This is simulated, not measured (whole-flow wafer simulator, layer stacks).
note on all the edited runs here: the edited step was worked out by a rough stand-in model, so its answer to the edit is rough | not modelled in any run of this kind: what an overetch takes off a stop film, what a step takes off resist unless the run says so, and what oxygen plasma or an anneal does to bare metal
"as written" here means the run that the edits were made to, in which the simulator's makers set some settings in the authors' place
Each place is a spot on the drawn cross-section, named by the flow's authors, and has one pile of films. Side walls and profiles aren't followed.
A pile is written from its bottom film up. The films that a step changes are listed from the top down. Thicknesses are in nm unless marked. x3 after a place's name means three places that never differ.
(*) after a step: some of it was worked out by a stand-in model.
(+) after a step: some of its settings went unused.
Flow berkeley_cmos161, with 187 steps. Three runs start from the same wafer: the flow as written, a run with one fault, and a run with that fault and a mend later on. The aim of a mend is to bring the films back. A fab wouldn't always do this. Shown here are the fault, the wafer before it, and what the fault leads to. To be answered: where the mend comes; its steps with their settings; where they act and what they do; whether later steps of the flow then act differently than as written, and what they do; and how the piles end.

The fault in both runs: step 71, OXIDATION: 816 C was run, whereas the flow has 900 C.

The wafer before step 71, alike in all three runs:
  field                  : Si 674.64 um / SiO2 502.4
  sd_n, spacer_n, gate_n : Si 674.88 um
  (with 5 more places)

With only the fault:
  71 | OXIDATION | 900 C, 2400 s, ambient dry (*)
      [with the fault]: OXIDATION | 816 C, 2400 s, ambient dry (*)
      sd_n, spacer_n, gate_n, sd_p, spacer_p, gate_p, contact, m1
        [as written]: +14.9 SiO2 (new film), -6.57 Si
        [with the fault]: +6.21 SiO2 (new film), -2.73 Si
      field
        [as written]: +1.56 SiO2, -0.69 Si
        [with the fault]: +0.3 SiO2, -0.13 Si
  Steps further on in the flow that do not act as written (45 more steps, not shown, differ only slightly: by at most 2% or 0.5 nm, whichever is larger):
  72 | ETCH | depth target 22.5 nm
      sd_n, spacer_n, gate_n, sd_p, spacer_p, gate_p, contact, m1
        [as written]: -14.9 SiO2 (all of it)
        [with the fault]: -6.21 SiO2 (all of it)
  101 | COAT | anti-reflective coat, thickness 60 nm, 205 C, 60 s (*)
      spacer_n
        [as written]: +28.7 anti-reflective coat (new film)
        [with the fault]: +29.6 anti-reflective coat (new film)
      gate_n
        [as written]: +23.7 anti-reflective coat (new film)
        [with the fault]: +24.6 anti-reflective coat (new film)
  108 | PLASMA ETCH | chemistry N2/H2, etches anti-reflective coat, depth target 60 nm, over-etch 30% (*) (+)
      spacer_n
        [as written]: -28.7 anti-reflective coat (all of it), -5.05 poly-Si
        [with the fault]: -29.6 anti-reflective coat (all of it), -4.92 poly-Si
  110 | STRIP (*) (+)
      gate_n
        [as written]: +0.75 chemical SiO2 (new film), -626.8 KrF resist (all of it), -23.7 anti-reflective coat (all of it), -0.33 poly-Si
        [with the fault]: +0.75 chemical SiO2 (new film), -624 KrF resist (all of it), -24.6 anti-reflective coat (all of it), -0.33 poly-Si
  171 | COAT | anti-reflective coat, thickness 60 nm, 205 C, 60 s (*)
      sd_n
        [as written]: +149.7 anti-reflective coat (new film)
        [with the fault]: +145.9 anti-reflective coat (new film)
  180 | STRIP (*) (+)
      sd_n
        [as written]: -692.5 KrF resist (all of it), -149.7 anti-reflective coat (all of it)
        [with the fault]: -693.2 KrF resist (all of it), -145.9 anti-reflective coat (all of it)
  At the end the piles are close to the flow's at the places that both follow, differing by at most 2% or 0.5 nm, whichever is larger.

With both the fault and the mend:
  After step 71 comes the mend.
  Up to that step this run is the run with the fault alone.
  71a | OXIDATION | 900 C, 1910 s, ambient dry (*) (the flow's step 71, run once more with other settings)
      sd_n, spacer_n, gate_n, sd_p, spacer_p, gate_p, contact, m1
        +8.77 SiO2, -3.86 Si
      field
        +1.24 SiO2, -0.55 Si
  Every later step of the flow that is run acts as written, at every place that is followed, to within 2% or 0.5 nm, whichever is larger.
  By the end, the piles equal the flow's at every place that both follow.
